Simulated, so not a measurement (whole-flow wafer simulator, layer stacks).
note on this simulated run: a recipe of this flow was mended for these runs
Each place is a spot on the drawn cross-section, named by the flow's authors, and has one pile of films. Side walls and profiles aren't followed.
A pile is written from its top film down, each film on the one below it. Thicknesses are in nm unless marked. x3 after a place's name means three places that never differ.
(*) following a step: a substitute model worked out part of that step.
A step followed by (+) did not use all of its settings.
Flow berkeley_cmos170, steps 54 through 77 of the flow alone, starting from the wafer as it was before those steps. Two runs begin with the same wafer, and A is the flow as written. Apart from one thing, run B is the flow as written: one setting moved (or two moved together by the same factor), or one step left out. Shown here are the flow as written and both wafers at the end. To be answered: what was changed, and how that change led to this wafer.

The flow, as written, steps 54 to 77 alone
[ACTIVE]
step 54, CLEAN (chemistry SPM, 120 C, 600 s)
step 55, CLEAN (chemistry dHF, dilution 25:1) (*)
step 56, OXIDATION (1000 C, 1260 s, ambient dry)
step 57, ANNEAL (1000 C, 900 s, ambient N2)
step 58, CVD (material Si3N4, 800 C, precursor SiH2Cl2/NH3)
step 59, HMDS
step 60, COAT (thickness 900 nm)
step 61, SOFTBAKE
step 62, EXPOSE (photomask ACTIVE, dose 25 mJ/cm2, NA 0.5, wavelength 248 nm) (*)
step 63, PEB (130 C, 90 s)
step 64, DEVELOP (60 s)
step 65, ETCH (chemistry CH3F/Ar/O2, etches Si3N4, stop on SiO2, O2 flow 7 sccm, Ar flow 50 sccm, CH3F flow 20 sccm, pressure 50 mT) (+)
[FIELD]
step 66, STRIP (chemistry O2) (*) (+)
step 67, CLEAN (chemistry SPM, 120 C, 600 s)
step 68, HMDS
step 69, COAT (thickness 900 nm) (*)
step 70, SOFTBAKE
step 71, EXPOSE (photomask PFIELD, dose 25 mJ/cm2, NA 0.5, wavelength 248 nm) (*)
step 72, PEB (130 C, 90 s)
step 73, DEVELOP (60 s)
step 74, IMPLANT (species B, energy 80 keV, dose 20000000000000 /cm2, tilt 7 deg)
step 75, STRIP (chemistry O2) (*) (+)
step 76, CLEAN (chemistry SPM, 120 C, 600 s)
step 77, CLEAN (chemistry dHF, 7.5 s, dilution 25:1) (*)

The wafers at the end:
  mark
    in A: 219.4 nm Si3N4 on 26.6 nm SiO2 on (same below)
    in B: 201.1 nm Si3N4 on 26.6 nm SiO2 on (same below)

What caused this: step 58, CVD: 792 C was run, whereas the flow has 800 C.

The path from the change to this, step by step:
  step 58, CVD (material Si3N4, 800 C, precursor SiH2Cl2/NH3)
      field, mark, sd_n and 10 more: A +220 Si3N4 (new film) | B +201.6 Si3N4 (new film)
  step 65, ETCH (chemistry CH3F/Ar/O2, etches Si3N4, stop on SiO2, O2 flow 7 sccm, Ar flow 50 sccm, CH3F flow 20 sccm, pressure 50 mT) (+)
      mark, sd_n, spacer_n and 9 more: A -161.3 KrF-resist | B -149.1 KrF-resist
      field: A -220 Si3N4 (all of it), -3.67 SiO2 | B -201.6 Si3N4 (all of it), -3.67 SiO2
